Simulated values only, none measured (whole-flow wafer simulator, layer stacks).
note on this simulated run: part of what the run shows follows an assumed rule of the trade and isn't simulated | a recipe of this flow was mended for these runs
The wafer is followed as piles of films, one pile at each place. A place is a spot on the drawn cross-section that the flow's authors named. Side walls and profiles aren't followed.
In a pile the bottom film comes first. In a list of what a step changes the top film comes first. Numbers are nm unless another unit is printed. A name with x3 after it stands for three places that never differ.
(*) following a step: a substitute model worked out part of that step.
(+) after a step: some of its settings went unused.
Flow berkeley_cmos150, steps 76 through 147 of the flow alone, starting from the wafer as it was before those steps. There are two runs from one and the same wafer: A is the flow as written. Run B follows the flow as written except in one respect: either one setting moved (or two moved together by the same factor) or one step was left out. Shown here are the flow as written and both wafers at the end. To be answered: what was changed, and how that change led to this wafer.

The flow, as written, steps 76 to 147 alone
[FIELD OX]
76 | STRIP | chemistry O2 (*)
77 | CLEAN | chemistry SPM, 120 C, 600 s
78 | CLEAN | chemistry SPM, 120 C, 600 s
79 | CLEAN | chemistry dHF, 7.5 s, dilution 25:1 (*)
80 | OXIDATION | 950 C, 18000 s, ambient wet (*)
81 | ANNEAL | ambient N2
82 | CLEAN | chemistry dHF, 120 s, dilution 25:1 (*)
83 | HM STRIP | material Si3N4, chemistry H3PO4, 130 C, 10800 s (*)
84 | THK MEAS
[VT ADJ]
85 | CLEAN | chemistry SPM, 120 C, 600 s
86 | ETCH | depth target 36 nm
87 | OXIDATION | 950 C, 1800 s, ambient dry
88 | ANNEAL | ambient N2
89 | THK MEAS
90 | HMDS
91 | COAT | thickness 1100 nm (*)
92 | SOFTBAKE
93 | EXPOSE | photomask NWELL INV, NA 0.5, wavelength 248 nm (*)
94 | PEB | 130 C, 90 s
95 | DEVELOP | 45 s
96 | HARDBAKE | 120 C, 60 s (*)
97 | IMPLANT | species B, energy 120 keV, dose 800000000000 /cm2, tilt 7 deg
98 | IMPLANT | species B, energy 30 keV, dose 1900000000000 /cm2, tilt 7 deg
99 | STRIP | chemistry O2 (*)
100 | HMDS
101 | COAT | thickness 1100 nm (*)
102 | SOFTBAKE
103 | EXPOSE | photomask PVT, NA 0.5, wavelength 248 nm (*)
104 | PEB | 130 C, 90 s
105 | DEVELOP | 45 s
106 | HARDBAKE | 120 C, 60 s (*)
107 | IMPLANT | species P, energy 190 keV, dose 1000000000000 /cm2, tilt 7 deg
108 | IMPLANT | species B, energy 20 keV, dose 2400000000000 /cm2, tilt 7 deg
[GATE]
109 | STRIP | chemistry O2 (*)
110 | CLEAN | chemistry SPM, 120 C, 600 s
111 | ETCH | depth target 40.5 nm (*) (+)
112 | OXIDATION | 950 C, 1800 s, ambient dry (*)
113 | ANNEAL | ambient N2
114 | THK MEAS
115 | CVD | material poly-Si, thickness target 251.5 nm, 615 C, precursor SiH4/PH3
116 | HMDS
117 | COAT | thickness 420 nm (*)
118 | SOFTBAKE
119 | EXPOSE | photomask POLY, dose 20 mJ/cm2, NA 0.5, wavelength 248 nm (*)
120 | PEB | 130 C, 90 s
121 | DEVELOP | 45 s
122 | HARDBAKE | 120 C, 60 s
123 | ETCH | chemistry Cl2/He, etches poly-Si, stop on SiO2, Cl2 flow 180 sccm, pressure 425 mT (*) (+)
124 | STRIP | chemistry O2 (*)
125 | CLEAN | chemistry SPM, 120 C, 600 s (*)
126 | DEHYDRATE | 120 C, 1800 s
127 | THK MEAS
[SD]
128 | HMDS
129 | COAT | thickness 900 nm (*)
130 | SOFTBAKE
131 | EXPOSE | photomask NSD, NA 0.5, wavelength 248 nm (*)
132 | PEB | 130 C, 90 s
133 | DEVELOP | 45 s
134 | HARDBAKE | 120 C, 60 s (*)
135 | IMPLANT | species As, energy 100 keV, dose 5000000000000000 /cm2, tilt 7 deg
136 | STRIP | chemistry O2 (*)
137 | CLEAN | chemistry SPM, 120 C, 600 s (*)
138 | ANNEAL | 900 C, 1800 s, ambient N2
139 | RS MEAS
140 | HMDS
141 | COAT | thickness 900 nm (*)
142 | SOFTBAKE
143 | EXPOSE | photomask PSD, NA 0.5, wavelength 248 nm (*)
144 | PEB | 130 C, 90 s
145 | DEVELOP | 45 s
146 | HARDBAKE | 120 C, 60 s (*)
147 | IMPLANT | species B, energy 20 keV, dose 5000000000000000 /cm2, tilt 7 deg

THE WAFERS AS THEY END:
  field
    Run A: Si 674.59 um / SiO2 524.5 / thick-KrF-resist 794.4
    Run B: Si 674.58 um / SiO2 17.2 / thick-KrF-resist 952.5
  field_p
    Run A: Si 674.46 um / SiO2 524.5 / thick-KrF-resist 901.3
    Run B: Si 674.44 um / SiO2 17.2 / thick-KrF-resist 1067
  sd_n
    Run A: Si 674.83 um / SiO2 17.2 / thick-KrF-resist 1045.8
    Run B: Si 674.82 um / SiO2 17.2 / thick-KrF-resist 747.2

Cause: step 83, HM STRIP: 208 C was run, while the flow as written has 130 C.

Step by step, how the change led to this:
  83 | HM STRIP | material Si3N4, chemistry H3PO4, 130 C, 10800 s (*)
      gate_n, contact, m1: A Si3N4 loses 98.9 (all of it), SiO2 loses 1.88 | B chemical SiO2 gains 0.5 (new film), Si3N4 loses 98.9 (all of it), SiO2 loses 31.5 (all of it), Si loses 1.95
      field, field_p: A SiO2 loses 2.72 | B chemical SiO2 gains 0.5 (new film), SiO2 loses 602 (all of it), Si loses 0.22
      (and at 3 other places as well)
  86 | ETCH | depth target 36 nm
      gate_n, sd_p, gate_p, contact, m1: A SiO2 loses 29.6 (all of it) | B chemical SiO2 loses 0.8 (all of it)
      field, field_p, sd_n: A SiO2 loses 36 | B chemical SiO2 loses 0.8 (all of it)
  87 | OXIDATION | 950 C, 1800 s, ambient dry
      field, field_p: A SiO2 gains 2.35, Si loses 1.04 | B SiO2 gains 20.4 (new film), Si loses 8.98
      sd_n: A SiO2 gains 12.1, Si loses 5.32 | B SiO2 gains 20.4 (new film), Si loses 8.98
  91 | COAT | thickness 1100 nm (*)
      field: A thick-KrF-resist gains 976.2 (new film) | B thick-KrF-resist gains 1155.4 (new film)
      field_p: A thick-KrF-resist gains 1087.8 (new film) | B thick-KrF-resist gains 1268.9 (new film)
      (and at 6 other places as well)
  94 | PEB | 130 C, 90 s
      field: A thick-KrF-resist loses 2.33 | B thick-KrF-resist loses 2.84
      field_p: A thick-KrF-resist loses 2.65 | B thick-KrF-resist loses 3.18
      (and at 6 other places as well)
  95 | DEVELOP | 45 s
      field: A thick-KrF-resist loses 973.9 (all of it) | B thick-KrF-resist loses 1152.5 (all of it)
      sd_n: A thick-KrF-resist loses 1239.9 (all of it) | B thick-KrF-resist loses 942.3 (all of it)
      (and at 3 other places as well)
  99 | STRIP | chemistry O2 (*)
      field_p: A thick-KrF-resist loses 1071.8 (all of it) | B thick-KrF-resist loses 1252.4 (all of it)
      sd_p: A thick-KrF-resist loses 1300.7 (all of it) | B thick-KrF-resist loses 1017.8 (all of it)
      (and at 1 other place as well)
  101 | COAT | thickness 1100 nm (*)
      field: A thick-KrF-resist gains 976.2 (new film) | B thick-KrF-resist gains 1155.4 (new film)
      field_p: A thick-KrF-resist gains 1087.8 (new film) | B thick-KrF-resist gains 1268.9 (new film)
      (and at 6 other places as well)
  104 | PEB | 130 C, 90 s
      field: A thick-KrF-resist loses 2.33 | B thick-KrF-resist loses 2.84
      field_p: A thick-KrF-resist loses 2.65 | B thick-KrF-resist loses 3.18
      (and at 6 other places as well)
  105 | DEVELOP | 45 s
      sd_p: A thick-KrF-resist loses 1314 (all of it) | B thick-KrF-resist loses 1031.1 (all of it)
      gate_p: A thick-KrF-resist loses 1288.3 (all of it) | B thick-KrF-resist loses 1045.9 (all of it)
  109 | STRIP | chemistry O2 (*)
      field: A thick-KrF-resist loses 960.6 (all of it) | B thick-KrF-resist loses 1139.2 (all of it)
      field_p: A thick-KrF-resist loses 1071.8 (all of it) | B thick-KrF-resist loses 1252.4 (all of it)
      (and at 4 other places as well)
  111 | ETCH | depth target 40.5 nm (*) (+)
      field, field_p: A SiO2 loses 40.5 | B SiO2 loses 20.4 (all of it)
      sd_n: A SiO2 loses 40.4 (all of it) | B SiO2 loses 20.4 (all of it)
  112 | OXIDATION | 950 C, 1800 s, ambient dry (*)
      field, field_p: A SiO2 gains 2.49, Si loses 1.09 | B SiO2 gains 20.4 (new film), Si loses 8.98
  117 | COAT | thickness 420 nm (*)
      field: A KrF-resist gains 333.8 (new film) | B KrF-resist gains 476.2 (new film)
      field_p: A KrF-resist gains 413.4 (new film) | B KrF-resist gains 572.5 (new film)
      (and at 6 other places as well)
  120 | PEB | 130 C, 90 s
      sd_n: A KrF-resist loses 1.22 | B KrF-resist loses 0.62
      m1: A KrF-resist loses 1.13 | B KrF-resist loses 0.62
  121 | DEVELOP | 45 s
      field: A KrF-resist loses 333.2 (all of it) | B KrF-resist loses 475.2 (all of it)
      field_p: A KrF-resist loses 412.6 (all of it) | B KrF-resist loses 571.2 (all of it)
      (and at 4 other places as well)
  ... another 8 steps ...
  145 | DEVELOP | 45 s
      sd_p: A thick-KrF-resist loses 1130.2 (all of it) | B thick-KrF-resist loses 867.2 (all of it)
      gate_p: A thick-KrF-resist loses 886.7 (all of it) | B thick-KrF-resist loses 669.2 (all of it)
